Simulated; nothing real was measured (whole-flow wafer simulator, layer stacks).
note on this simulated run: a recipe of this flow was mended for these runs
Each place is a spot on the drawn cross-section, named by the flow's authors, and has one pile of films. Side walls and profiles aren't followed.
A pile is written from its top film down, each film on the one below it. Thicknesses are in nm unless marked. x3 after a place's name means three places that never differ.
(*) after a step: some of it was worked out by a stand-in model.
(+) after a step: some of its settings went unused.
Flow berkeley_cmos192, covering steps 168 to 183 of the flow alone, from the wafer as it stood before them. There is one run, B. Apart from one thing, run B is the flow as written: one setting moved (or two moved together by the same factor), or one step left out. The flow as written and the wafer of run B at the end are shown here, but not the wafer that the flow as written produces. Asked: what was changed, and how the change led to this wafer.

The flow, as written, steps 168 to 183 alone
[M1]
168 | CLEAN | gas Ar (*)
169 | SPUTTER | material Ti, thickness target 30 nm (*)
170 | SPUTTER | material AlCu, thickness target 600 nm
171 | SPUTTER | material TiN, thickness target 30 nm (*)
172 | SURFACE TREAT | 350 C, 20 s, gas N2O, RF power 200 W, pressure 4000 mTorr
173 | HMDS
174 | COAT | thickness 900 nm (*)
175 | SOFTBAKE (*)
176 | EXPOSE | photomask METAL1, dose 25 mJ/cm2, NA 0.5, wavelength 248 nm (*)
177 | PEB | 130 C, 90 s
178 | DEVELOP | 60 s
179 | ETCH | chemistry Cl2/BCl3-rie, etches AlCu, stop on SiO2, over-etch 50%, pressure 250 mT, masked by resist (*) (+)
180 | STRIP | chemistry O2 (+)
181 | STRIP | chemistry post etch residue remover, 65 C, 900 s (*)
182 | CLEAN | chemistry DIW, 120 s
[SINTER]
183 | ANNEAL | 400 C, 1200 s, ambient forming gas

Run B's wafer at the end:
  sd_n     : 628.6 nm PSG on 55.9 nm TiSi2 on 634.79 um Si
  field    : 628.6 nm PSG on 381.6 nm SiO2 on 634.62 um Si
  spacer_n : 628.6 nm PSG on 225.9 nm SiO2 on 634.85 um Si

The reason: step 179, ETCH: over-etch 80% was run, whereas the flow has over-etch 50%.

The path from the change to this, step by step:
  179 | ETCH | chemistry Cl2/BCl3-rie, etches AlCu, stop on SiO2, over-etch 50%, pressure 250 mT, masked by resist (*) (+)
      field, sd_n, spacer_n, gate, spacer_p, gate_p: -30 TiN (all of it), -600 AlCu (all of it), -30 Ti (all of it), -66 PSG (in the flow as written it would be: -30 TiN (all of it), -600 AlCu (all of it), -30 Ti (all of it), -41.2 PSG)
      contact, m1: -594 KrF-resist (in the flow as written it would be: -495 KrF-resist)
      (as well as at 1 more place)
  180 | STRIP | chemistry O2 (+)
      contact: -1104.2 KrF-resist (all of it) (in the flow as written it would be: -1203.2 KrF-resist (all of it))
      m1: -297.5 KrF-resist (all of it) (in the flow as written it would be: -396.5 KrF-resist (all of it))
